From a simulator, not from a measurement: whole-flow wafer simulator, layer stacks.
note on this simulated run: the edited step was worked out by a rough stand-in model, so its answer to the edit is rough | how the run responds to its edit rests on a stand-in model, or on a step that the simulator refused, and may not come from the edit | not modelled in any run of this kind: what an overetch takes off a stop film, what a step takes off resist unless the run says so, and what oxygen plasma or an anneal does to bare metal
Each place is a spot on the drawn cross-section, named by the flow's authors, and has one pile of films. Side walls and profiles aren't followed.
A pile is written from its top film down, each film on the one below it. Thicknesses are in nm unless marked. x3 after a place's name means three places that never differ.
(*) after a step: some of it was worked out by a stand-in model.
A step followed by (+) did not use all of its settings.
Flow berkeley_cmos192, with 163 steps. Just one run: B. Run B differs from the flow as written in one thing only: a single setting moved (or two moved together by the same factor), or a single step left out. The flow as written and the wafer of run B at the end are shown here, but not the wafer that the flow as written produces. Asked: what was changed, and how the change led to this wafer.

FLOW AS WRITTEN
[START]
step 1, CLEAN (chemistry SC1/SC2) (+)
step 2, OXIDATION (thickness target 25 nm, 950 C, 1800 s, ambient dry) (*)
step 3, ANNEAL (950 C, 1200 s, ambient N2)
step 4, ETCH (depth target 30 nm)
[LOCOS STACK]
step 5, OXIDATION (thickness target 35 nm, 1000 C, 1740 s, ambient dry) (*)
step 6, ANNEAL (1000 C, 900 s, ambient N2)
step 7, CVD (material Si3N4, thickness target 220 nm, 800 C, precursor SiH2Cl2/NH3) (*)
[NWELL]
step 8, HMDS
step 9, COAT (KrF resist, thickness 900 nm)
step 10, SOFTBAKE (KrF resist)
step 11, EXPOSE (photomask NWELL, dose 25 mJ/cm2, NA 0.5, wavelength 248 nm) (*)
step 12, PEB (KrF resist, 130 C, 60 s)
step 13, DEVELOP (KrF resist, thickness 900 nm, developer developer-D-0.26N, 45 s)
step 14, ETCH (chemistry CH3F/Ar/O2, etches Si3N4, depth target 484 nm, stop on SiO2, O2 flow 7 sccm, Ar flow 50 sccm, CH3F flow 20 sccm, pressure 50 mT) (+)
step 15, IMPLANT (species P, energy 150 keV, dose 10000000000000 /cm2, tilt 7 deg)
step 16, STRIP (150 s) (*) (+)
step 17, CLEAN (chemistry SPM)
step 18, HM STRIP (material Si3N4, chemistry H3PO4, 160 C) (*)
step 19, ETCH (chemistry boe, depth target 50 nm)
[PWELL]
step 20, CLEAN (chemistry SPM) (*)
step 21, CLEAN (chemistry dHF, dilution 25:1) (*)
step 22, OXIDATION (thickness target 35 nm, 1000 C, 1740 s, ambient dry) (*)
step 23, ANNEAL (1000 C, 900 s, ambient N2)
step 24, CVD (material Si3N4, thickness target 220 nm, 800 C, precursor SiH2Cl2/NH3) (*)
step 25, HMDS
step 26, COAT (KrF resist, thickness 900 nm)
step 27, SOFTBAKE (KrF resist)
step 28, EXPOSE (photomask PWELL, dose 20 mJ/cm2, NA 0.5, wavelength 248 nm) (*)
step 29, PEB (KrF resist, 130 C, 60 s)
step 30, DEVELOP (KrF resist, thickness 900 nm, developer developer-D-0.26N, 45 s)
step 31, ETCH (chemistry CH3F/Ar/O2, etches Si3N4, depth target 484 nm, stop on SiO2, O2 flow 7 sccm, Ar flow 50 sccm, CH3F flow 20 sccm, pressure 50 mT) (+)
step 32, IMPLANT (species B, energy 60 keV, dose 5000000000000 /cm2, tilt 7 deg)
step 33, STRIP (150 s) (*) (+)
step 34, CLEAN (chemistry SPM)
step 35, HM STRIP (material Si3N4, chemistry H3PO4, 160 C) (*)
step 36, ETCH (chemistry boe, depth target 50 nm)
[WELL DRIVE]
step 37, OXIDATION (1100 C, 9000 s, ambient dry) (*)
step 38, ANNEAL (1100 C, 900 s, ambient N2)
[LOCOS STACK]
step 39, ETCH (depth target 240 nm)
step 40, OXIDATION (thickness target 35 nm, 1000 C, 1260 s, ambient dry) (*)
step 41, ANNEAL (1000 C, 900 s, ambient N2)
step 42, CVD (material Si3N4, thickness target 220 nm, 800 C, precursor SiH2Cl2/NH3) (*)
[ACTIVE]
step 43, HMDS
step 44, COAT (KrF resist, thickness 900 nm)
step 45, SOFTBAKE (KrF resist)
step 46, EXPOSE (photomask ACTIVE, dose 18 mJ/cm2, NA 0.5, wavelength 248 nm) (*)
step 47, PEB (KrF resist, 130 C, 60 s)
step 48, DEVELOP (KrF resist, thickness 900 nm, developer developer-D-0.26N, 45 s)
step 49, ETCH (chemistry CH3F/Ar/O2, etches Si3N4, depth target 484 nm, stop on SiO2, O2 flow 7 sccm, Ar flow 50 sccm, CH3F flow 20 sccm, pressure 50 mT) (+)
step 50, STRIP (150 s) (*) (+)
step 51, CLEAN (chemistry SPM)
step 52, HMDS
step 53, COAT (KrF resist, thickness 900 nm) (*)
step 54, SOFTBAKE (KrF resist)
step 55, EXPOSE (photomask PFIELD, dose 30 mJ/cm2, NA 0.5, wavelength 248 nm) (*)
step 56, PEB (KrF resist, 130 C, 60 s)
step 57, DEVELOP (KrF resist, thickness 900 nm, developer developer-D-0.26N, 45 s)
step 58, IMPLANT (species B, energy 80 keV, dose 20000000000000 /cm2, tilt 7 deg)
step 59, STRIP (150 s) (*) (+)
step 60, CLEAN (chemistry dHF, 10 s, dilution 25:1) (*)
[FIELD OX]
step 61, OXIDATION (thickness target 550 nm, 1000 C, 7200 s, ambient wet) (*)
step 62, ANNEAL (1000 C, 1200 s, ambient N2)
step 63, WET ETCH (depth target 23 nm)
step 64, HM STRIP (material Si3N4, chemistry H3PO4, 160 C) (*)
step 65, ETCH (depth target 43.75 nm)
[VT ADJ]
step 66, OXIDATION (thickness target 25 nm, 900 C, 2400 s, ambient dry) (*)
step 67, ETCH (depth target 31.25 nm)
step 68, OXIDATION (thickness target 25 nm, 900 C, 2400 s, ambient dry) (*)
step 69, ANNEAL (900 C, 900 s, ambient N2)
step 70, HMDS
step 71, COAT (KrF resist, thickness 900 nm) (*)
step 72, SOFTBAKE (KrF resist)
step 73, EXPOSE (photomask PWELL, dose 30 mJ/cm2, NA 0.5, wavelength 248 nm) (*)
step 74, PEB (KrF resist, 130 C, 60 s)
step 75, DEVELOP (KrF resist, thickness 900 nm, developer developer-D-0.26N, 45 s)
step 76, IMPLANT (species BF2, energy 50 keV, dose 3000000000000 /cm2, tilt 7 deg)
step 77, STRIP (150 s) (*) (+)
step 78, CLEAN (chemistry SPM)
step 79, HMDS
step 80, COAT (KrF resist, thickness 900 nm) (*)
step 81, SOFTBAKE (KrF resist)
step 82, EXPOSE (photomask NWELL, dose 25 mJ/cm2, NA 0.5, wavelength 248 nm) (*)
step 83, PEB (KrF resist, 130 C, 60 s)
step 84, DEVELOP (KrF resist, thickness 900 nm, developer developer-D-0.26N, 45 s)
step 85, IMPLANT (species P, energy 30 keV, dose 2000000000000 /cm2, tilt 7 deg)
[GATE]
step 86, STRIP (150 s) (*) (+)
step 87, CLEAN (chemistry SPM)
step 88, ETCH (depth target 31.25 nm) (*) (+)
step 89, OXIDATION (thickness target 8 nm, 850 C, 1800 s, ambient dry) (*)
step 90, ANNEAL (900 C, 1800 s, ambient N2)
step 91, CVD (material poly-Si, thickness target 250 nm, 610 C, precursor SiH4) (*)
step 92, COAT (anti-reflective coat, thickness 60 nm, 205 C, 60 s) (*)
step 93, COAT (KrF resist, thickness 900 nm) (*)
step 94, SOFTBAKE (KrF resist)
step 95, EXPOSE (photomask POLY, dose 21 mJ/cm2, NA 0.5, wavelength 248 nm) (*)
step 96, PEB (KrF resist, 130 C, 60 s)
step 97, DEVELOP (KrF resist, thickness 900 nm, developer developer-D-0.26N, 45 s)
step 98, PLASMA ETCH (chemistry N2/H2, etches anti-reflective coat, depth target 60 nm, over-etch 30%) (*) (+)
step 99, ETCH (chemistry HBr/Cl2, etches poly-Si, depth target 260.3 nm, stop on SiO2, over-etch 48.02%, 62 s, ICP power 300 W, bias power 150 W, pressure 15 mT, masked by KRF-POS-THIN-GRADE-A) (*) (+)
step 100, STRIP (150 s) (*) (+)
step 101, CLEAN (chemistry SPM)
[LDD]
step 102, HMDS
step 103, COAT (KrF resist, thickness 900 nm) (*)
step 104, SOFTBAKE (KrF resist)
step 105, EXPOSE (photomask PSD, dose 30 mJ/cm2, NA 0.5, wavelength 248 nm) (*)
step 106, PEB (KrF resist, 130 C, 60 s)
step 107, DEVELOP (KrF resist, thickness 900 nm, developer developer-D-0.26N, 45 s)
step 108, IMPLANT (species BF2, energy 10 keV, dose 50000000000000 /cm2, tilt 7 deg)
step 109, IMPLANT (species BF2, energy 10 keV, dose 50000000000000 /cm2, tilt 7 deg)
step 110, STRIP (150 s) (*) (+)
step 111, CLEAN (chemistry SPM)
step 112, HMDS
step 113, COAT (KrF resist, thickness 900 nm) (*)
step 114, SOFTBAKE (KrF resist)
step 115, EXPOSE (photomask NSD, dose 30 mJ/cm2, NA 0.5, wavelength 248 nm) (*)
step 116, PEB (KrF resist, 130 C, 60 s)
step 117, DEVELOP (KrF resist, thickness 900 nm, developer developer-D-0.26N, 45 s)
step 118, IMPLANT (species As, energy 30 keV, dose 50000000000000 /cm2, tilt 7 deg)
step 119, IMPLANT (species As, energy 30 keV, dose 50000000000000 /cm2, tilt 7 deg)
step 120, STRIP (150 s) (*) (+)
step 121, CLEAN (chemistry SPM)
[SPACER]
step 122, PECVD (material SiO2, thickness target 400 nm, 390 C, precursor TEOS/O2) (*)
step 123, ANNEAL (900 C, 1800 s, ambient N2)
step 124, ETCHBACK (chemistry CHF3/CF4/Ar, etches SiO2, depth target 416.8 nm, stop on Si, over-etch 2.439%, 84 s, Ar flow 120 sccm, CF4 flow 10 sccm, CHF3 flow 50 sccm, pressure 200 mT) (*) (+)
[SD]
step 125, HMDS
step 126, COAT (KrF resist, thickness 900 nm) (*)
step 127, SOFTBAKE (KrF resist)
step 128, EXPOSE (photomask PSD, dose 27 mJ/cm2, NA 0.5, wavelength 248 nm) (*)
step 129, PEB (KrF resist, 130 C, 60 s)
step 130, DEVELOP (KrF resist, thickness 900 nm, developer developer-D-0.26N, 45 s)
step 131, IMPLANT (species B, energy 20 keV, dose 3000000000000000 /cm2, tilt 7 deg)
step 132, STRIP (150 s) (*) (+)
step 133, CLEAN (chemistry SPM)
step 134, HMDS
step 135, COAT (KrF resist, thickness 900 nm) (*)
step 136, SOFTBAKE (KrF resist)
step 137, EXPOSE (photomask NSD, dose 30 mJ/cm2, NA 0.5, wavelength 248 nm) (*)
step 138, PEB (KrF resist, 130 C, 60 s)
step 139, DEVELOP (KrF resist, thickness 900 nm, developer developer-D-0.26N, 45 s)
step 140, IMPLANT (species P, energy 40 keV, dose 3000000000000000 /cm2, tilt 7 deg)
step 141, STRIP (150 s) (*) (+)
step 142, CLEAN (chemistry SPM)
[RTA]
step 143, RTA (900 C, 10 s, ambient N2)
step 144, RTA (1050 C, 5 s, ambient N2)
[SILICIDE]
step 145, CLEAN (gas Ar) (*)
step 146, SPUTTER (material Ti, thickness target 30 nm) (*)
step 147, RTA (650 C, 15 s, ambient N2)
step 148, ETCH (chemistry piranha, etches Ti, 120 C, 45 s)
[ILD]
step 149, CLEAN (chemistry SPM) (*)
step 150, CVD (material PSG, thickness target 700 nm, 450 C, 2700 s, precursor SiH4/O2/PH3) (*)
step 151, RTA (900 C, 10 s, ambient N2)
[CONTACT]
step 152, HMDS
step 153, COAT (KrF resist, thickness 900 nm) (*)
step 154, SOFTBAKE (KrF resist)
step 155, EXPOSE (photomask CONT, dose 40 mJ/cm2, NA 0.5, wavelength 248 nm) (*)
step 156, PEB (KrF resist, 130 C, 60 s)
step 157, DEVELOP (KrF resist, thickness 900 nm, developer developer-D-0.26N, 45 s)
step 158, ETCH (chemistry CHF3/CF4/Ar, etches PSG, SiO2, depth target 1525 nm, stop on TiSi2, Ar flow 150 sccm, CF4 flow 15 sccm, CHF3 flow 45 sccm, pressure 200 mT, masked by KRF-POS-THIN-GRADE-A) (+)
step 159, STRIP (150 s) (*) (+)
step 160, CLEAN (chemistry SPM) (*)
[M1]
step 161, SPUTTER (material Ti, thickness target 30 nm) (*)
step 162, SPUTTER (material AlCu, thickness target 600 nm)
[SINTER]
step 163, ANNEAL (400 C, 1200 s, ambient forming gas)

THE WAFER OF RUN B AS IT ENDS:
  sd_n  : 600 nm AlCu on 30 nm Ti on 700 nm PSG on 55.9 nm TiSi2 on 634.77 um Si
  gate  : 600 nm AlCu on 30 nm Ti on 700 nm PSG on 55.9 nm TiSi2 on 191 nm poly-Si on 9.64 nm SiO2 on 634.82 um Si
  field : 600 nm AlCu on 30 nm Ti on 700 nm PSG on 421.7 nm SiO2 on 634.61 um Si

Cause: step 40, OXIDATION: 1200 C was run, whereas the flow has 1000 C.

The path from the change to this, step by step:
  step 40, OXIDATION (thickness target 35 nm, 1000 C, 1260 s, ambient dry) (*)
      field, sd_n, spacer_n and 6 more: SiO2 gains 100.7 (new film), Si loses 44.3 (as written it would have been: SiO2 gains 26.6 (new film), Si loses 11.7)
  step 61, OXIDATION (thickness target 550 nm, 1000 C, 7200 s, ambient wet) (*)
      sd_n, sd_p: SiO2 gains 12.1 (new film), Si3N4 loses 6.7 (as written it would have been: SiO2 gains 12.1 (new film), Si3N4 loses 6.7, SiO2 gains 0.06, Si loses 0.06)
      gate: SiO2 gains 12.1 (new film), Si3N4 loses 6.7 (as written it would have been: SiO2 gains 12.1 (new film), Si3N4 loses 6.7, SiO2 gains 0.05, Si loses 0.05)
      (as well as at 1 more place)
  step 65, ETCH (depth target 43.75 nm)
      sd_n, spacer_n, gate, sd_p, spacer_p, gate_p, contact, m1: SiO2 loses 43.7 (as written it would have been: SiO2 loses 24.6 (all of it))
  step 66, OXIDATION (thickness target 25 nm, 900 C, 2400 s, ambient dry) (*)
      sd_n, spacer_n, gate, sd_p, spacer_p, gate_p, contact, m1: SiO2 gains 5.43, Si loses 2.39 (as written it would have been: SiO2 gains 14.9 (new film), Si loses 6.57)
  step 67, ETCH (depth target 31.25 nm)
      sd_n, spacer_n, gate, sd_p, spacer_p, gate_p, contact, m1: SiO2 loses 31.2 (as written it would have been: SiO2 loses 14.9 (all of it))
  step 68, OXIDATION (thickness target 25 nm, 900 C, 2400 s, ambient dry) (*)
      sd_n, spacer_n, gate, sd_p, spacer_p, gate_p, contact, m1: SiO2 gains 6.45, Si loses 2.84 (as written it would have been: SiO2 gains 14.9 (new film), Si loses 6.57)
  step 88, ETCH (depth target 31.25 nm) (*) (+)
      sd_n, spacer_n, gate, sd_p, spacer_p, gate_p, contact, m1: SiO2 loses 31.2 (as written it would have been: SiO2 loses 14.9 (all of it))
  step 89, OXIDATION (thickness target 8 nm, 850 C, 1800 s, ambient dry) (*)
      sd_n, spacer_n, gate, sd_p, spacer_p, gate_p, contact, m1: SiO2 gains 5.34, Si loses 2.35 (as written it would have been: SiO2 gains 7.48 (new film), Si loses 3.29)
  step 92, COAT (anti-reflective coat, thickness 60 nm, 205 C, 60 s) (*)
      sd_n: anti-reflective coat gains 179 (new film) (as written it would have been: anti-reflective coat gains 152.4 (new film))
      spacer_n: anti-reflective coat gains 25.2 (new film) (as written it would have been: anti-reflective coat gains 33.8 (new film))
      (as well as at 6 more places)
  step 93, COAT (KrF resist, thickness 900 nm) (*)
      spacer_n: KrF resist gains 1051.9 (new film) (as written it would have been: KrF resist gains 1021.2 (new film))
      gate: KrF resist gains 1054 (new film) (as written it would have been: KrF resist gains 1023.8 (new film))
  step 97, DEVELOP (KrF resist, thickness 900 nm, developer developer-D-0.26N, 45 s)
      spacer_n: KrF resist loses 1050.2 (all of it) (as written it would have been: KrF resist loses 1019.5 (all of it))
  step 98, PLASMA ETCH (chemistry N2/H2, etches anti-reflective coat, depth target 60 nm, over-etch 30%) (*) (+)
      field: anti-reflective coat loses 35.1 (all of it), poly-Si loses 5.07 (as written it would have been: anti-reflective coat loses 35.3 (all of it), poly-Si loses 4.18)
      sd_n: anti-reflective coat loses 179 (all of it), poly-Si loses 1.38 (as written it would have been: anti-reflective coat loses 152.4 (all of it), poly-Si loses 1.17)
      (as well as at 5 more places)
  step 100, STRIP (150 s) (*) (+)
      gate: chemical SiO2 gains 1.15 (new film), KrF resist loses 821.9 (all of it), anti-reflective coat loses 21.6 (all of it), poly-Si loses 0.5 (as written it would have been: chemical SiO2 gains 1.15 (new film), KrF resist loses 791.8 (all of it), anti-reflective coat loses 30 (all of it), poly-Si loses 0.51)
      gate_p: chemical SiO2 gains 1.15 (new film), KrF resist loses 784.1 (all of it), anti-reflective coat loses 25.5 (all of it), poly-Si loses 0.5 (as written it would have been: chemical SiO2 gains 1.15 (new film), KrF resist loses 765.1 (all of it), anti-reflective coat loses 31 (all of it), poly-Si loses 0.51)
  step 126, COAT (KrF resist, thickness 900 nm) (*)
      sd_n: KrF resist gains 1022.8 (new film) (as written it would have been: KrF resist gains 999.7 (new film))
      m1: KrF resist gains 1014.9 (new film) (as written it would have been: KrF resist gains 994.3 (new film))
  step 132, STRIP (150 s) (*) (+)
      sd_n: chemical SiO2 gains 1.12 (new film), KrF resist loses 1006.9 (all of it), Si loses 0.49 (as written it would have been: chemical SiO2 gains 1.13 (new film), KrF resist loses 983.9 (all of it), Si loses 0.5)
      m1: chemical SiO2 gains 1.12 (new film), KrF resist loses 999.1 (all of it), Si loses 0.49 (as written it would have been: chemical SiO2 gains 1.13 (new film), KrF resist loses 978.5 (all of it), Si loses 0.5)
  step 135, COAT (KrF resist, thickness 900 nm) (*)
      sd_n: KrF resist gains 1022.4 (new film) (as written it would have been: KrF resist gains 999.2 (new film))
      m1: KrF resist gains 1014.6 (new film) (as written it would have been: KrF resist gains 994 (new film))
  ... 8 other steps ...
  step 162, SPUTTER (material AlCu, thickness target 600 nm)
      sd_p: AlCu gains 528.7 (new film) (as written it would have been: AlCu gains 551.2 (new film))
